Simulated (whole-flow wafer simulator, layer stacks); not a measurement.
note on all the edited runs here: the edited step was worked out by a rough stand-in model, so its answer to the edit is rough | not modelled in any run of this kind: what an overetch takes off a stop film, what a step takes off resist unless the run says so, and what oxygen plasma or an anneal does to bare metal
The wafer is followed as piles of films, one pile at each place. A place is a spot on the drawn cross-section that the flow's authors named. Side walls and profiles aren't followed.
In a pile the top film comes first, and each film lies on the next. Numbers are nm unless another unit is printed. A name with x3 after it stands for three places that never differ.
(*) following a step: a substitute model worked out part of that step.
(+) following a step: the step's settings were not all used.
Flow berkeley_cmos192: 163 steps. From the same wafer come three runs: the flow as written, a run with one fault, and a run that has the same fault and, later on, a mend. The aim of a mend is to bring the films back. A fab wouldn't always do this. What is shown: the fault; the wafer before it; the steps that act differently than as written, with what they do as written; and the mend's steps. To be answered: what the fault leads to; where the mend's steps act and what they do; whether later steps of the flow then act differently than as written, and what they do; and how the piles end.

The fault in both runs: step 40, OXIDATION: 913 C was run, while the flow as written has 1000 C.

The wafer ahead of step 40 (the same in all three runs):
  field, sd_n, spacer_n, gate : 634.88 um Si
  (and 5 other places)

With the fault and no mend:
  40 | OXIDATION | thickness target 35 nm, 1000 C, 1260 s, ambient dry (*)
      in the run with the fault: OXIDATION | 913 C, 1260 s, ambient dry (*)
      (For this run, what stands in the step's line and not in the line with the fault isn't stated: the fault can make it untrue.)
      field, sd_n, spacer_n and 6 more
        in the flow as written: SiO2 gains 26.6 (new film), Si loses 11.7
        in the run with the fault: SiO2 gains 11.3 (new film), Si loses 4.97
  Steps later in the flow that act otherwise than as written (44 more steps, not shown, differ only slightly: by at most 2% or 0.5 nm, whichever is larger):
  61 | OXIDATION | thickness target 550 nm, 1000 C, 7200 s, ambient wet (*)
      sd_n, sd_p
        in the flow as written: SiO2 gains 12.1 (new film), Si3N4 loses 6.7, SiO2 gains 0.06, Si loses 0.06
        in the run with the fault: SiO2 gains 12.1 (new film), Si3N4 loses 6.7
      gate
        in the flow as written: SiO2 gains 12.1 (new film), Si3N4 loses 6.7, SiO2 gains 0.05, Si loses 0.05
        in the run with the fault: SiO2 gains 12.1 (new film), Si3N4 loses 6.7
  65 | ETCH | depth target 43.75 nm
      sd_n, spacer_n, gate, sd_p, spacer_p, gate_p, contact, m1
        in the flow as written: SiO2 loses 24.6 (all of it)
        in the run with the fault: SiO2 loses 9.31 (all of it)
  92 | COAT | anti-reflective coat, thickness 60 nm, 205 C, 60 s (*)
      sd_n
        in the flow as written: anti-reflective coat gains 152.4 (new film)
        in the run with the fault: anti-reflective coat gains 145.7 (new film)
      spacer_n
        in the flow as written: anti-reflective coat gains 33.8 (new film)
        in the run with the fault: anti-reflective coat gains 36.2 (new film)
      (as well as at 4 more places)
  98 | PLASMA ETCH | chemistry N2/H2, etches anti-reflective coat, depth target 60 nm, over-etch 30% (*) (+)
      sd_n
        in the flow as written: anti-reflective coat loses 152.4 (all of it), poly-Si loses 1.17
        in the run with the fault: anti-reflective coat loses 145.7 (all of it), poly-Si loses 1.12
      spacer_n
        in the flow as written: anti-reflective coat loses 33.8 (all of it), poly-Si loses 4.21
        in the run with the fault: anti-reflective coat loses 36.2 (all of it), poly-Si loses 3.93
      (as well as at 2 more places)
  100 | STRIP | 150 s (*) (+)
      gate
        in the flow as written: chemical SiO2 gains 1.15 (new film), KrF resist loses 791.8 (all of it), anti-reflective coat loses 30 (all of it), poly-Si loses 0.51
        in the run with the fault: chemical SiO2 gains 1.15 (new film), KrF resist loses 783.9 (all of it), anti-reflective coat loses 32.6 (all of it), poly-Si loses 0.51
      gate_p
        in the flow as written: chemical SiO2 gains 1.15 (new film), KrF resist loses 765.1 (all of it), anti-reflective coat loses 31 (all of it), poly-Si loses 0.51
        in the run with the fault: chemical SiO2 gains 1.15 (new film), KrF resist loses 759.8 (all of it), anti-reflective coat loses 33 (all of it), poly-Si loses 0.51
  At the end the piles are close to the flow's at the places that both follow, differing by at most 2% or 0.5 nm, whichever is larger.

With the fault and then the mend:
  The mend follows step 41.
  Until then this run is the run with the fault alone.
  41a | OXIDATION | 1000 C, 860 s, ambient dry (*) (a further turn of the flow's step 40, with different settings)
      field, sd_n, spacer_n and 6 more
        SiO2 gains 15.2, Si loses 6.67
  None of the later steps of the flow differs from how it acts as written, at any place that is followed, by more than 2% or 0.5 nm, whichever is larger.
  By the end, the piles equal the flow's at every place that both follow.
